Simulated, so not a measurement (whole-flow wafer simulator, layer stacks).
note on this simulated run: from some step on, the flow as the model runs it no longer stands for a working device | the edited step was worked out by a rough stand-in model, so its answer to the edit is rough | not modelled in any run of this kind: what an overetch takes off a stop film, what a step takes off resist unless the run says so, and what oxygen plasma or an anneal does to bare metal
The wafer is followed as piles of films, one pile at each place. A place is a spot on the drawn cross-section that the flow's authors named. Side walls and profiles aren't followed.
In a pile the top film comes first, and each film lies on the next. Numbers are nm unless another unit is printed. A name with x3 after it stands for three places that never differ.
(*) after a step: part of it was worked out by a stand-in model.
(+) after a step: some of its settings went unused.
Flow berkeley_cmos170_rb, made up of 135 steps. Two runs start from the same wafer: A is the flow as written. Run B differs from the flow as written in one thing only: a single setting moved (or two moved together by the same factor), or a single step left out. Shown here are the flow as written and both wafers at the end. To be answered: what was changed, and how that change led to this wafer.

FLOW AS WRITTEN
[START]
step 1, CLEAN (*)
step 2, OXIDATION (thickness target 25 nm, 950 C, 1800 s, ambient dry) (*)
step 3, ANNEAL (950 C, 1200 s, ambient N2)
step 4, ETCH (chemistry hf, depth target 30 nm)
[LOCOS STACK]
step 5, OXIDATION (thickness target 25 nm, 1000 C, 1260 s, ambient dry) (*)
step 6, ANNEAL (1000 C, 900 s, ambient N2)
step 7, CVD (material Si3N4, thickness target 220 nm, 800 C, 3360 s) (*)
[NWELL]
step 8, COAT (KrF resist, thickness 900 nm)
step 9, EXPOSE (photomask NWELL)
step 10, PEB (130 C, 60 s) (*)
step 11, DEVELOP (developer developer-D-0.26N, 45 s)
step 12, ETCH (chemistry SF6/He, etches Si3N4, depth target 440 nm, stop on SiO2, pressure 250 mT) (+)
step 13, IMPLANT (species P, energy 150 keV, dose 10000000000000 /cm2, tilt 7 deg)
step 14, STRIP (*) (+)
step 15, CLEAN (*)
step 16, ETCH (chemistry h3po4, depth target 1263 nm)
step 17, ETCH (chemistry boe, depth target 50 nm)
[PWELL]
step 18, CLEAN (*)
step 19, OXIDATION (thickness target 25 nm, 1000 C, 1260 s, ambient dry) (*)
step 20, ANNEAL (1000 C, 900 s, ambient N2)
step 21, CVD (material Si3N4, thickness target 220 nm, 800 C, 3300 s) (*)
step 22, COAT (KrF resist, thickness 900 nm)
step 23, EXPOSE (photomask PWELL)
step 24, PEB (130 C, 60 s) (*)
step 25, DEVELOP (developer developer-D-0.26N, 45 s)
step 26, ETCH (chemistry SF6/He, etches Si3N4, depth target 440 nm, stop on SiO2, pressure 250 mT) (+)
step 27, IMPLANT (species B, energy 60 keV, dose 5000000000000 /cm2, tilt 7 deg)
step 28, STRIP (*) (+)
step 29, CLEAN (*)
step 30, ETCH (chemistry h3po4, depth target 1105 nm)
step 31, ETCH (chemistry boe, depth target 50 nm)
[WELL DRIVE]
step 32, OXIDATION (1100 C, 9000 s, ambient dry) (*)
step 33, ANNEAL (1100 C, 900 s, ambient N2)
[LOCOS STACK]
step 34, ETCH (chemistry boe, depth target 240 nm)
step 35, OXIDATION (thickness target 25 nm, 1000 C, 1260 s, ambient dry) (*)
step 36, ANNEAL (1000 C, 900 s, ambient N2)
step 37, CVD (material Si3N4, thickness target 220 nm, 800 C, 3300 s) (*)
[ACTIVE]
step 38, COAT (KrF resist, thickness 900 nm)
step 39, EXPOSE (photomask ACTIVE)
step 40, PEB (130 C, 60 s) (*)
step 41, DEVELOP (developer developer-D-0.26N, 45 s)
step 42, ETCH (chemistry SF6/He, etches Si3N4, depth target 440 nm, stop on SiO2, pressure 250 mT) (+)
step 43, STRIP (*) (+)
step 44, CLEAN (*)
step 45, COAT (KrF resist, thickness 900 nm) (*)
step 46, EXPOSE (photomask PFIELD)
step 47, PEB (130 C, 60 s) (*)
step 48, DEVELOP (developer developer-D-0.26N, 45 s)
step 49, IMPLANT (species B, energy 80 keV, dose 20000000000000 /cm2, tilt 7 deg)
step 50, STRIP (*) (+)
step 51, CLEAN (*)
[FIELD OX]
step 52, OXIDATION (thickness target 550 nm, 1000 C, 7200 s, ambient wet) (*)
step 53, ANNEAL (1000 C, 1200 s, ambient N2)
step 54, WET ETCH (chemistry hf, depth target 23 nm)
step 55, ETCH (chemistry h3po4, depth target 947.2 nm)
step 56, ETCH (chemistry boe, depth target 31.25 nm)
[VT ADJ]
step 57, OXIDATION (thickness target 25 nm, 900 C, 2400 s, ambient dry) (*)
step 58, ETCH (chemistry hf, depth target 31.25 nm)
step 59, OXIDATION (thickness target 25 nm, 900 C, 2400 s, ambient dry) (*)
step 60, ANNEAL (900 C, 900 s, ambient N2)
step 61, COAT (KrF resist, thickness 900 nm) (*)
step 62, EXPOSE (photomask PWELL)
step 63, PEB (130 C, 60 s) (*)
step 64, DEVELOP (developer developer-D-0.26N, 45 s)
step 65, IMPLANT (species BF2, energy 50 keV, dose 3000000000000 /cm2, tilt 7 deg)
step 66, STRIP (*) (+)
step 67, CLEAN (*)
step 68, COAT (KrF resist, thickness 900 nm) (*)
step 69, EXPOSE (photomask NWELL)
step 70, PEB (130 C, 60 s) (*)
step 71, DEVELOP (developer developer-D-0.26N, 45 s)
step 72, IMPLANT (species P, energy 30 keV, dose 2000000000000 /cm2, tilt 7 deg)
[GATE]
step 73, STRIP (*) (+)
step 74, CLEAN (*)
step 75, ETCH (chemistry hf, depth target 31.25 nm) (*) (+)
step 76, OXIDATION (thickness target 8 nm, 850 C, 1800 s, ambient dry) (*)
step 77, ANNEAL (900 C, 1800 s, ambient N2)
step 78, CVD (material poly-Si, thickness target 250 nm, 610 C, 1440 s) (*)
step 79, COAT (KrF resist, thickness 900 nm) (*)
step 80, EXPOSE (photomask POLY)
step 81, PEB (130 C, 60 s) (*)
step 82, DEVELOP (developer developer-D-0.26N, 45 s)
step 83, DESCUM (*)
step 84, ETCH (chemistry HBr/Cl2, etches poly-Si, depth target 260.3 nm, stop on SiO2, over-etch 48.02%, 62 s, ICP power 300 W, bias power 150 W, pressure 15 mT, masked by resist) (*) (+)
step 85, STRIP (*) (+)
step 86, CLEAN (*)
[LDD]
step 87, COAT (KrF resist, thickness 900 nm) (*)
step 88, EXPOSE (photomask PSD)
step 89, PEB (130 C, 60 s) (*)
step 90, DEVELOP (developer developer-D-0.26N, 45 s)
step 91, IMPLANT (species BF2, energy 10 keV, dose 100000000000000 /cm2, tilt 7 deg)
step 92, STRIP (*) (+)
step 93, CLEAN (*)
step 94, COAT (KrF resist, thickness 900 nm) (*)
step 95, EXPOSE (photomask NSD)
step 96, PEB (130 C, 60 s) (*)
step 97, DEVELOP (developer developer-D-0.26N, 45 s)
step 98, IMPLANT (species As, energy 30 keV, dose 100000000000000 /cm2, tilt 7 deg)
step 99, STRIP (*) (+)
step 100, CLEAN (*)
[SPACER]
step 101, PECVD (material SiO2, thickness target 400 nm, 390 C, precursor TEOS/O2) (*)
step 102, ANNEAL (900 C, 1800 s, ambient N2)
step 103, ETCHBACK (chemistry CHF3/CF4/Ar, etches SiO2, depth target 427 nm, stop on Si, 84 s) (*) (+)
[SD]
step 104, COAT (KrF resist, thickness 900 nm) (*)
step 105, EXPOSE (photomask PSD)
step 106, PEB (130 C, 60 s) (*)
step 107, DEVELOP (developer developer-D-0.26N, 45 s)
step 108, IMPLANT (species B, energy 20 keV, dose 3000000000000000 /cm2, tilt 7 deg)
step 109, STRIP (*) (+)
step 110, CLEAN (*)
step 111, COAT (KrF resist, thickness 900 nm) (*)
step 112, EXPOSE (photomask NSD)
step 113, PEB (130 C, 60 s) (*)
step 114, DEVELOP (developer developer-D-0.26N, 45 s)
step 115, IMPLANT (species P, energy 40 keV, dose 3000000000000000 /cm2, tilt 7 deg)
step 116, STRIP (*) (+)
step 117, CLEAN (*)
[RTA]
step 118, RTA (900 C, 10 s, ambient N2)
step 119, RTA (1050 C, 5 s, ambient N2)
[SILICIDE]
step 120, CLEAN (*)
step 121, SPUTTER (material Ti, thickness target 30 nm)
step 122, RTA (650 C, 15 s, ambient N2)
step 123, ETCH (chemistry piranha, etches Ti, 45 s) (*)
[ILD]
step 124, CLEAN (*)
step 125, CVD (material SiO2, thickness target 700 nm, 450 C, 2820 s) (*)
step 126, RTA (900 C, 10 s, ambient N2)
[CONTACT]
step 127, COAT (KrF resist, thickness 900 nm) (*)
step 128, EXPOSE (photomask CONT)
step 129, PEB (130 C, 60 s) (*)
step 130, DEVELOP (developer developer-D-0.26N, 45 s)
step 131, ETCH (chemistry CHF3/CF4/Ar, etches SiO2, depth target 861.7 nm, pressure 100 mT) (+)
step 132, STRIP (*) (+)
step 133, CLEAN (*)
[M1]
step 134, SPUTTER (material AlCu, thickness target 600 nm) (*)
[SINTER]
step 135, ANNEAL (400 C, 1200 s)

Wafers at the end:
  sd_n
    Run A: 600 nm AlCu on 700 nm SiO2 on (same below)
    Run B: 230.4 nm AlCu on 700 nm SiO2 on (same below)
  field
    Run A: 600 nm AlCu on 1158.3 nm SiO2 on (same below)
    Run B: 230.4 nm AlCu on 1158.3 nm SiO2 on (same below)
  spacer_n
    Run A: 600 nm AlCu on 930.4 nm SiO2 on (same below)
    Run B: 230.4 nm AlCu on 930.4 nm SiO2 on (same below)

The reason: step 134, SPUTTER: thickness target 230.4 nm was run, whereas the flow has thickness target 600 nm.
The wafer lets one read it off: sd_n has AlCu 230.4, and step 134 as written asks for 600 nm.

The path from the change to this, step by step:
  step 134, SPUTTER (material AlCu, thickness target 600 nm) (*)
      field, sd_n, spacer_n, gate, spacer_p, gate_p, m1: A +600 AlCu (new film) | B +230.4 AlCu (new film)
      sd_p: A +545.9 AlCu (new film) | B +204.9 AlCu (new film)
      (as well as at 1 more place)
